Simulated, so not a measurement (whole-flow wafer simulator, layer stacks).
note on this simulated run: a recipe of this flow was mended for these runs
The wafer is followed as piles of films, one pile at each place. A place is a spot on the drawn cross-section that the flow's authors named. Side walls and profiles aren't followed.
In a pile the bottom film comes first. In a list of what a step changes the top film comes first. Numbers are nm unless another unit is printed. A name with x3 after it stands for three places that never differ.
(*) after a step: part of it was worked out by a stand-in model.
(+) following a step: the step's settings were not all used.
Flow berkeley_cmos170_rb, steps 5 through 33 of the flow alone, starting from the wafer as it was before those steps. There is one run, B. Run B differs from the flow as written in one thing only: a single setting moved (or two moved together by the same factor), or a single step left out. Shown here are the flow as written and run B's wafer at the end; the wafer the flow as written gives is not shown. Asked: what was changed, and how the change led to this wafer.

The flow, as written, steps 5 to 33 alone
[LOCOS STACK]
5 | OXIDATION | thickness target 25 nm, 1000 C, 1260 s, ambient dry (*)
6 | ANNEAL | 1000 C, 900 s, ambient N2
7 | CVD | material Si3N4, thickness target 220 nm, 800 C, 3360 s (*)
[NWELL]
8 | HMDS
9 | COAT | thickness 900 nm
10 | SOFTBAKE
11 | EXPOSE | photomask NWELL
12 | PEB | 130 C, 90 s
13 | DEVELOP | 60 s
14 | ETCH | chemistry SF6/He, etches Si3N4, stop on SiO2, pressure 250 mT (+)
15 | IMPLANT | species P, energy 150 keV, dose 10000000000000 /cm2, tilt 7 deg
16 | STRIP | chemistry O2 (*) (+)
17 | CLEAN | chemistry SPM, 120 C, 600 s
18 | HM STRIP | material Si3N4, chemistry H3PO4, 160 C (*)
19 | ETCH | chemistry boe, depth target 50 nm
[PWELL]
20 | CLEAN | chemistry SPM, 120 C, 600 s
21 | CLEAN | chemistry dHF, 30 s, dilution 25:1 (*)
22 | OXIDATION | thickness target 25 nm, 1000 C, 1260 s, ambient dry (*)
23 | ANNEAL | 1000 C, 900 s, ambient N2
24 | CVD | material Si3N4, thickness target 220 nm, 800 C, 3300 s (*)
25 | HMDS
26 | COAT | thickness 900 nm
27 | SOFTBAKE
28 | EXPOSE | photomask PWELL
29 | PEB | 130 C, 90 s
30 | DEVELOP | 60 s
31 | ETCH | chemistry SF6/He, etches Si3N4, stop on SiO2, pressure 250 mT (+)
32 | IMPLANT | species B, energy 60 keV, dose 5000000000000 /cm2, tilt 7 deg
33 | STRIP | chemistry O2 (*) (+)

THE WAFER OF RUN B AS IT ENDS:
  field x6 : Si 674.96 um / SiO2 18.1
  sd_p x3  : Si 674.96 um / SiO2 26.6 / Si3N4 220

The reason: step 5, OXIDATION: thickness target 75 nm was run, though the flow has thickness target 25 nm; step 5, OXIDATION: 3780 s was run, where the flow has 1260 s.

How this came from the change, step by step:
  5 | OXIDATION | thickness target 25 nm, 1000 C, 1260 s, ambient dry (*)
      field x6, sd_p x3: +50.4 SiO2 (new film), -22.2 Si (as written it would have been: +26.6 SiO2 (new film), -11.7 Si)
  19 | ETCH | chemistry boe, depth target 50 nm
      field x6: -47 SiO2 (all of it) (as written it would have been: -23.1 SiO2 (all of it))
      sd_p x3: -31.4 SiO2 (all of it) (as written it would have been: -7.55 SiO2 (all of it))
